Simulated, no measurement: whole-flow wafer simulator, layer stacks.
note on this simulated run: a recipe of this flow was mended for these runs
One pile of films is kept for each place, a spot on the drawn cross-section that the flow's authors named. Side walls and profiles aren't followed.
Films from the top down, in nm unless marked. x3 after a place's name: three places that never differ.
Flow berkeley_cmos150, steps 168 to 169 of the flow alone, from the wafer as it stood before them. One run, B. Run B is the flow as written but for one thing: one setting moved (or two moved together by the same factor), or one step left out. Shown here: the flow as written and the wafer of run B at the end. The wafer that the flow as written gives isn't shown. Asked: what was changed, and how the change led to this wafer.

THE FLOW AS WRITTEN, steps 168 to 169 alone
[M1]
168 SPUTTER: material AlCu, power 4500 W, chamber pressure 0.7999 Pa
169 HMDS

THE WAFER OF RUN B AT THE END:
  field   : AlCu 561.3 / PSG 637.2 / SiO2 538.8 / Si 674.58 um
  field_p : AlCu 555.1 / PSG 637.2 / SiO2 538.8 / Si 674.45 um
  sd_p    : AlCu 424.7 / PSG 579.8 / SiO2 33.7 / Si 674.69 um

The cause: step 168, SPUTTER: power 4020 W was run, where the flow has power 4500 W.

How the change led to this, step by step:
  168 SPUTTER: material AlCu, power 4500 W, chamber pressure 0.7999 Pa
      field, sd_n, gate_n, m1: AlCu +561.3 (new film) (as written it would be: AlCu +626.1 (new film))
      field_p: AlCu +555.1 (new film) (as written it would be: AlCu +619.8 (new film))
      (and at 3 more places)
